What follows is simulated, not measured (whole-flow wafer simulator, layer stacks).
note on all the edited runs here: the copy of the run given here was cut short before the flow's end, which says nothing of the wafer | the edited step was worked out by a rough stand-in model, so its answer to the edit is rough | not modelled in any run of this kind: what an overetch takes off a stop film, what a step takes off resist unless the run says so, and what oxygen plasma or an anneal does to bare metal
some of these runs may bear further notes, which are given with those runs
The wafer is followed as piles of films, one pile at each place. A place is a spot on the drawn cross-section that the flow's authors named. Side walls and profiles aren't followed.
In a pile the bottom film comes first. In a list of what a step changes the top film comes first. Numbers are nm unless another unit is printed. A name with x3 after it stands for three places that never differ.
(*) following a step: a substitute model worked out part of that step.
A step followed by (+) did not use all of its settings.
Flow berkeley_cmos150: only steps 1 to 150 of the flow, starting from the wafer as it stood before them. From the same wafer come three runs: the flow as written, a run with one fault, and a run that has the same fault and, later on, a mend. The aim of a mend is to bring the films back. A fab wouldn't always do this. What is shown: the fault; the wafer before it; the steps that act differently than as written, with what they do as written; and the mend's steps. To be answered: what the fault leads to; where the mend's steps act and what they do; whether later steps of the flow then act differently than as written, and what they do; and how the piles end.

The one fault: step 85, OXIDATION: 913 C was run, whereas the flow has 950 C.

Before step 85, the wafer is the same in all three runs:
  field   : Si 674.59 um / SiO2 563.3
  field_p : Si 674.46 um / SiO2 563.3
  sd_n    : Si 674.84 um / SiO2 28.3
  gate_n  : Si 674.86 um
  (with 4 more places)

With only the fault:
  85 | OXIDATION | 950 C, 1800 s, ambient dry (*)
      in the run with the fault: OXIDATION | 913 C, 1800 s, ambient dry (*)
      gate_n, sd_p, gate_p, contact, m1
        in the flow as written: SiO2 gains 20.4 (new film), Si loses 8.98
        in the run with the fault: SiO2 gains 14.1 (new film), Si loses 6.22
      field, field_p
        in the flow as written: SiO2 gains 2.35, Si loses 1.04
        in the run with the fault: SiO2 gains 1.34, Si loses 0.59
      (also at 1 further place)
  Later steps of the flow acting differently than as written (22 more steps, not shown, differ only slightly: by at most 2% or 0.5 nm, whichever is larger):
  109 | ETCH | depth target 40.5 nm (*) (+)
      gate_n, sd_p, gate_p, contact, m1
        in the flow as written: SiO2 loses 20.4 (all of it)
        in the run with the fault: SiO2 loses 14.1 (all of it)
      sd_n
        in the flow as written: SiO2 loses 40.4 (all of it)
        in the run with the fault: SiO2 loses 35.9 (all of it)
  The piles end only slightly different from the flow's at the places that both follow, by no more than 2% or 0.5 nm, whichever is larger.

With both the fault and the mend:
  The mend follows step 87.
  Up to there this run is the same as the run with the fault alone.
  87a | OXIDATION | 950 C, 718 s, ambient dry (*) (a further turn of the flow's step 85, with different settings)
      gate_n, sd_p, gate_p, contact, m1
        SiO2 gains 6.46, Si loses 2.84
      field, field_p
        SiO2 gains 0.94, Si loses 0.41
      sd_n
        SiO2 gains 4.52, Si loses 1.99
  Every later step of the flow that is run acts as written, at every place that is followed, to within 2% or 0.5 nm, whichever is larger.
  The piles end only slightly different from the flow's at the places that both follow, by no more than 2% or 0.5 nm, whichever is larger.
